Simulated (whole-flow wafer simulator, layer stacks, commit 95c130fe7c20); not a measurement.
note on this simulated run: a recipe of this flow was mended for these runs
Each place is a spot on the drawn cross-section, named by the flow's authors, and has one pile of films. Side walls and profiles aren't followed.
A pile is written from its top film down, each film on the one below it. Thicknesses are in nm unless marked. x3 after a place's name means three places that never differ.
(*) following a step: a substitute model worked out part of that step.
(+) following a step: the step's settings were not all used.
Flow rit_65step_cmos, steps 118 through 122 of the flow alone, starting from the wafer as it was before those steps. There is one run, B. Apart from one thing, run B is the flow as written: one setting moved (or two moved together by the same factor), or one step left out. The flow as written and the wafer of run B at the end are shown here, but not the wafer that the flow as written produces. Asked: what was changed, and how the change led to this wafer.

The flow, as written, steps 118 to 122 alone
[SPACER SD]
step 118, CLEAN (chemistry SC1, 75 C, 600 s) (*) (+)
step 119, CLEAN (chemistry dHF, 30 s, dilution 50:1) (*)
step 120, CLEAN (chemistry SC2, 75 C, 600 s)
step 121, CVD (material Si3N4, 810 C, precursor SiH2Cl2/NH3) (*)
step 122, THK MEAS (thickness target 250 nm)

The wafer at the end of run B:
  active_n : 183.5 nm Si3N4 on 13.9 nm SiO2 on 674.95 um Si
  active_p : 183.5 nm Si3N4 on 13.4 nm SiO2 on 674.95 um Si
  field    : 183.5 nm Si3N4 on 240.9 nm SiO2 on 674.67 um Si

Cause: step 121, CVD: 787 C was run, whereas the flow has 810 C.

How this came from the change, step by step:
  step 121, CVD (material Si3N4, 810 C, precursor SiH2Cl2/NH3) (*)
      field, field_pw, field_nw and 11 more: +183.5 Si3N4 (new film) (it would be, as written: +250 Si3N4 (new film))
